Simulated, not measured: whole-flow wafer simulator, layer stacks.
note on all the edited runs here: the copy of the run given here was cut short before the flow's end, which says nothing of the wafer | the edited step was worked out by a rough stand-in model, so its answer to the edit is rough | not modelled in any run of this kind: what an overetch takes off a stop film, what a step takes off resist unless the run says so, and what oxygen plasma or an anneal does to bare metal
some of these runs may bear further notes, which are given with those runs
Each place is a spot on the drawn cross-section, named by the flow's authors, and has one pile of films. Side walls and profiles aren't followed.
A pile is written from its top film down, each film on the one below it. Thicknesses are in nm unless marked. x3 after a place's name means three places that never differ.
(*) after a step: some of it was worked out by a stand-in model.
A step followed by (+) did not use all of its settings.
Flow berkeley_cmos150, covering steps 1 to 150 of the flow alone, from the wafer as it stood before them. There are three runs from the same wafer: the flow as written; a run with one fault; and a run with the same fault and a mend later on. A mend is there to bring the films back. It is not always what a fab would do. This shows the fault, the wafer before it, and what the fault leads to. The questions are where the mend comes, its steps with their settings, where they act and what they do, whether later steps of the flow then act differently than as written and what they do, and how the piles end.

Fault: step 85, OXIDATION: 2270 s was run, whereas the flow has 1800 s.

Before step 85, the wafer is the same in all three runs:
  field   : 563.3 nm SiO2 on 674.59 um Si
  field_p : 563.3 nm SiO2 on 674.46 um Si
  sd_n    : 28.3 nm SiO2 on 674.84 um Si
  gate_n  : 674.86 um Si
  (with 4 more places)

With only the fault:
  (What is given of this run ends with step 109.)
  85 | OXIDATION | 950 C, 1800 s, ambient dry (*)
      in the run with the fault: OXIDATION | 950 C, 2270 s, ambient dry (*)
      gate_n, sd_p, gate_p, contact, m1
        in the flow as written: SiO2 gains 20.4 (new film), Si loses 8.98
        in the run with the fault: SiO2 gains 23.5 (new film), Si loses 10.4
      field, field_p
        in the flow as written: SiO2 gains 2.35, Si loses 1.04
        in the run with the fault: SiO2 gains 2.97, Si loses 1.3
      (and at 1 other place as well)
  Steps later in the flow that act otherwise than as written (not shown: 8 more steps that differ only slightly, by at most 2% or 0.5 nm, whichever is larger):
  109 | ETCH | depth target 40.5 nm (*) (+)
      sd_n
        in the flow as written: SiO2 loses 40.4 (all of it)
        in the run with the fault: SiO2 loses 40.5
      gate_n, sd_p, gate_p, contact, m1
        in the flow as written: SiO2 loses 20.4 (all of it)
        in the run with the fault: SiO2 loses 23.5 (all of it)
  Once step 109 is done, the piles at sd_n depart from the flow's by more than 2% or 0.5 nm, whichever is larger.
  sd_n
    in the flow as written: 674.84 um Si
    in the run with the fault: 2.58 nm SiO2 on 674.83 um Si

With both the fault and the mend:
  After step 87 comes the mend.
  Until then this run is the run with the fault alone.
  87a | ETCH | depth target 3.119 nm (the flow's step 84 again, with other settings)
      field, field_p, sd_n, gate_n, sd_p, gate_p, contact, m1
        SiO2 loses 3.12
  Later steps of the flow that are run all act as written at every place that is followed, up to a difference of at most 2% or 0.5 nm, whichever is larger.
  The piles end only slightly different from the flow's at the places that both follow, by no more than 2% or 0.5 nm, whichever is larger.
